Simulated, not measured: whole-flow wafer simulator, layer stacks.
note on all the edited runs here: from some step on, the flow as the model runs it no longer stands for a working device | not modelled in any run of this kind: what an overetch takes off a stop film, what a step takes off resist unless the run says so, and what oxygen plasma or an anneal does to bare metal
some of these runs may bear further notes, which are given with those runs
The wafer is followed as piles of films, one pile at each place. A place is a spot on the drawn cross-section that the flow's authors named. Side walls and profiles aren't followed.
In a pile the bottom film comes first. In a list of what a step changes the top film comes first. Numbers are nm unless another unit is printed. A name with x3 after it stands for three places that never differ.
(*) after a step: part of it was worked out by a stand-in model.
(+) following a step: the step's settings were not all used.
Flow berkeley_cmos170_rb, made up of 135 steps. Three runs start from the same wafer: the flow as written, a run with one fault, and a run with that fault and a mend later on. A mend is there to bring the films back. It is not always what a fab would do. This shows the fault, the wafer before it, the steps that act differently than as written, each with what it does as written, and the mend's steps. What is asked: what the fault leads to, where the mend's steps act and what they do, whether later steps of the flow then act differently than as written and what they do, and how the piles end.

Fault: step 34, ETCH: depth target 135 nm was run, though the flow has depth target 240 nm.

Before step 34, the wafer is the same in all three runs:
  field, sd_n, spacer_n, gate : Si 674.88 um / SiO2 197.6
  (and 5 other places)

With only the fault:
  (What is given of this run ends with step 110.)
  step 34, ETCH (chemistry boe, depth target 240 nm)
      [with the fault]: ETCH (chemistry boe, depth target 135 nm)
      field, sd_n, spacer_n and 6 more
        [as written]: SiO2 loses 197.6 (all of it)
        [with the fault]: SiO2 loses 135
  Steps further on in the flow that do not act as written (10 other steps are not shown; they differ only slightly, by no more than 2% or 0.5 nm, whichever is larger):
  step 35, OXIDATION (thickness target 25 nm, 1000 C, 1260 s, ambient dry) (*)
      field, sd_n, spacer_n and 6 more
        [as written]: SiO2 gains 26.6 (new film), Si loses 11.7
        [with the fault]: SiO2 gains 14.2, Si loses 6.23
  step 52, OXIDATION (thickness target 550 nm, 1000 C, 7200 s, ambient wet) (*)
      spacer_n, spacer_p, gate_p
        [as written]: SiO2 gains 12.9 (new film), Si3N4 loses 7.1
        [with the fault]: SiO2 gains 12.9 (new film), Si3N4 loses 7.1, SiO2 gains 0.06
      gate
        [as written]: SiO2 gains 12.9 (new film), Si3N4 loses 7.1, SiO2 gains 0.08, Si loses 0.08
        [with the fault]: SiO2 gains 12.9 (new film), Si3N4 loses 7.1, SiO2 gains 0.06
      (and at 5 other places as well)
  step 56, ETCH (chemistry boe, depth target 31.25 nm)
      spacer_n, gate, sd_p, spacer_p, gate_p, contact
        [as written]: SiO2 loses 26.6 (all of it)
        [with the fault]: SiO2 loses 31.2
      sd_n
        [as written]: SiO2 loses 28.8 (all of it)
        [with the fault]: SiO2 loses 31.2
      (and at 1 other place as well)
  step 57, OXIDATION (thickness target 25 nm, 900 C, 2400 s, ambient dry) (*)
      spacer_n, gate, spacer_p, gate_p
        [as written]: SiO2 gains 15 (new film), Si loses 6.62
        [with the fault]: SiO2 gains 8.46, Si loses 3.72
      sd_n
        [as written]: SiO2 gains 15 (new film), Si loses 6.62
        [with the fault]: SiO2 gains 7.2, Si loses 3.17
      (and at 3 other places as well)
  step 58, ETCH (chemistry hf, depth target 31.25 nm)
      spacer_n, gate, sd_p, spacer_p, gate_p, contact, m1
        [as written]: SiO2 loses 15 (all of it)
        [with the fault]: SiO2 loses 31.2
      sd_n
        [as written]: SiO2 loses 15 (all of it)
        [with the fault]: SiO2 loses 31.3
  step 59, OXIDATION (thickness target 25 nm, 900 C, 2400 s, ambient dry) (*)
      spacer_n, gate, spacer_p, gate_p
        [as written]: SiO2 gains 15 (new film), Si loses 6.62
        [with the fault]: SiO2 gains 8.35, Si loses 3.67
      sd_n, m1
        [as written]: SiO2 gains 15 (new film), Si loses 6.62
        [with the fault]: SiO2 gains 7.05, Si loses 3.1
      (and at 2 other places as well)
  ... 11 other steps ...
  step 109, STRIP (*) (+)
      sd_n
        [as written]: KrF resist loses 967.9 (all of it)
        [with the fault]: KrF resist loses 993.8 (all of it)
  Once step 110 is done, the piles at field, sd_n, m1 depart from the flow's by more than 2% or 0.5 nm, whichever is larger.
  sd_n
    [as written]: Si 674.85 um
    [with the fault]: Si 674.85 um / SiO2 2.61
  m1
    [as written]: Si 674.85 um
    [with the fault]: Si 674.85 um / SiO2 11
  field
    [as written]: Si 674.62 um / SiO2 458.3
    [with the fault]: Si 674.64 um / SiO2 475.3

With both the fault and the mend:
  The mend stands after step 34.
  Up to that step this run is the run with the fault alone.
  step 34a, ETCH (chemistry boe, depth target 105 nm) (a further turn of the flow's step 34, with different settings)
      field, sd_n, spacer_n and 6 more
        SiO2 loses 62.6 (all of it)
  Later steps of the flow that are run all act as written at every place that is followed.
  The piles end the same as the flow's at every place that both follow.
